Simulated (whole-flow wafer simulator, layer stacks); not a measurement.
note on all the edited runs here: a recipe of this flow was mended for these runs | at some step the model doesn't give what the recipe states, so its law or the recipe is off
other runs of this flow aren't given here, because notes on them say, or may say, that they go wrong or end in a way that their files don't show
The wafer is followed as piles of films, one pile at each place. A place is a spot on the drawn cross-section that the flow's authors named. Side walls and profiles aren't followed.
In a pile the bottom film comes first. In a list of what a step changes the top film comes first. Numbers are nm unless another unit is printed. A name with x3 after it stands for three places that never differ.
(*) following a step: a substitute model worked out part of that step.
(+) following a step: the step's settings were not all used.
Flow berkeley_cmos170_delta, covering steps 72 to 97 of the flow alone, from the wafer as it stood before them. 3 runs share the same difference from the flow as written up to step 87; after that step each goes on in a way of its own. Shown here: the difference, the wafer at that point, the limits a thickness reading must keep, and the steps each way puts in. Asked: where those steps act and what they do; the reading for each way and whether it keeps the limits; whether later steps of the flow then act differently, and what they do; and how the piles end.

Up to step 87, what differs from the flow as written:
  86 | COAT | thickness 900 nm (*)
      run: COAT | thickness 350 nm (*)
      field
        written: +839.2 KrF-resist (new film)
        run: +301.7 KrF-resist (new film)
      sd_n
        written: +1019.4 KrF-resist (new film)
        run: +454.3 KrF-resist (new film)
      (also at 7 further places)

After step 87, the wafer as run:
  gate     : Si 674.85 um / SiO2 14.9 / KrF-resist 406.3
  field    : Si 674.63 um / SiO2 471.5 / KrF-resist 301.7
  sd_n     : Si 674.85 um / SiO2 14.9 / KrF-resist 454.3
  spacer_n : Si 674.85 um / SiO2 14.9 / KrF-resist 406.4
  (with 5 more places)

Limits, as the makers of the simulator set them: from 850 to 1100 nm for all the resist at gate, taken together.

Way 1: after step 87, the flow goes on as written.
  Reading after step 87: 406.3 nm, not within the limits.
  Later steps of the flow acting differently than as written:
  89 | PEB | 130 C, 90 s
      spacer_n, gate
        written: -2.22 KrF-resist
        way: -0.79 KrF-resist
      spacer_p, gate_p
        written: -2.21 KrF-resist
        way: -0.78 KrF-resist
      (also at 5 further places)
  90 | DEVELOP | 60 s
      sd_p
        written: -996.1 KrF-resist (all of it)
        way: -425.9 KrF-resist (all of it)
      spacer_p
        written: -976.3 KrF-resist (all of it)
        way: -403.5 KrF-resist (all of it)
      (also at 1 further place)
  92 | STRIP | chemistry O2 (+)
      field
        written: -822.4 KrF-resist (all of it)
        way: -286.2 KrF-resist (all of it)
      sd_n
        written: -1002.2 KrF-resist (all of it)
        way: -438.5 KrF-resist (all of it)
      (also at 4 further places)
  By the end, the piles equal the flow's at every place that both follow.

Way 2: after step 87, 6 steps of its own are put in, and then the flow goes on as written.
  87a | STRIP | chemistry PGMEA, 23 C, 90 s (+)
      field
        -301.7 KrF-resist (all of it)
      sd_n
        -454.3 KrF-resist (all of it)
      spacer_n
        -406.4 KrF-resist (all of it)
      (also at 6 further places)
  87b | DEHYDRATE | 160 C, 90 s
      alters no film at any place that is followed
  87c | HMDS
      alters no film at any place that is followed
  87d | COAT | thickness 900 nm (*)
      field
        +839.2 KrF-resist (new film)
      sd_n
        +1019.4 KrF-resist (new film)
      spacer_n
        +982.1 KrF-resist (new film)
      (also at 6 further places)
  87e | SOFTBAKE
      alters no film at any place that is followed
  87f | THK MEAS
      alters no film at any place that is followed
  Reading after step 87f: 981.9 nm, inside the limits.
  None of the later steps of the flow acts differently than as written at any place that is followed.
  By the end, the piles equal the flow's at every place that both follow.

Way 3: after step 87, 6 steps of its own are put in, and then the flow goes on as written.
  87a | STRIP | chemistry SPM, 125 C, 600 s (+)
      field
        -301.7 KrF-resist (all of it)
      sd_n
        -454.3 KrF-resist (all of it)
      spacer_n
        -406.4 KrF-resist (all of it)
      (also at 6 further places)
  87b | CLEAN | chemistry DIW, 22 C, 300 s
      alters no film at any place that is followed
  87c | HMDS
      alters no film at any place that is followed
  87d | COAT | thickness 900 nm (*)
      field
        +839.2 KrF-resist (new film)
      sd_n
        +1019.4 KrF-resist (new film)
      spacer_n
        +982.1 KrF-resist (new film)
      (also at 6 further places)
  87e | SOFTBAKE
      alters no film at any place that is followed
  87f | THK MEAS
      alters no film at any place that is followed
  Reading after step 87f: 981.9 nm, inside the limits.
  None of the later steps of the flow acts differently than as written at any place that is followed.
  By the end, the piles equal the flow's at every place that both follow.

The limits are kept by: way 2, way 3. They are not kept by: way 1.
